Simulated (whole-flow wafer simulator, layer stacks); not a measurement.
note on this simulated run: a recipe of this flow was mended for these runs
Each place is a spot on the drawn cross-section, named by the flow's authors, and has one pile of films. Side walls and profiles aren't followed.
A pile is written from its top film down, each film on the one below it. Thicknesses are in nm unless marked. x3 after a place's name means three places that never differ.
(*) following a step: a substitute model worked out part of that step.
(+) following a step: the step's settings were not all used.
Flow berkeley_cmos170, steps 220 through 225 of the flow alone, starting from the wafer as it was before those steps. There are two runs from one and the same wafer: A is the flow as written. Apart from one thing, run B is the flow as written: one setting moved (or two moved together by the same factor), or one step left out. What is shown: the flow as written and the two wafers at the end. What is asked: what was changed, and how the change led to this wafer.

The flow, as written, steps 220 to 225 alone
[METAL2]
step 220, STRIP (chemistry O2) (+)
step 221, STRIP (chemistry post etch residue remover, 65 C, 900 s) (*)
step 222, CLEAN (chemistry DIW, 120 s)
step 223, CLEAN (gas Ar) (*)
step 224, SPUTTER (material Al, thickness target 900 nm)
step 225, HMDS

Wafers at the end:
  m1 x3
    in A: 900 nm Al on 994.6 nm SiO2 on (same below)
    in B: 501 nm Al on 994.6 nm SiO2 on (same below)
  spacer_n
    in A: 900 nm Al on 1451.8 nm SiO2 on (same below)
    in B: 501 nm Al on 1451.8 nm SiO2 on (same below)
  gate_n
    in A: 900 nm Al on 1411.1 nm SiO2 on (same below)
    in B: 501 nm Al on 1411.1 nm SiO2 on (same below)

Cause: step 224, SPUTTER: thickness target 501 nm was run, while the flow as written has thickness target 900 nm.
The wafer itself shows it: m1 x3 has Al 501, and step 224 as written asks for 900 nm.

Step by step, how the change led to this:
  step 224, SPUTTER (material Al, thickness target 900 nm)
      field, mark, sd_n and 9 more: A +900 Al (new film) | B +501 Al (new film)
      via1: A +259.4 Al | B +175.1 Al
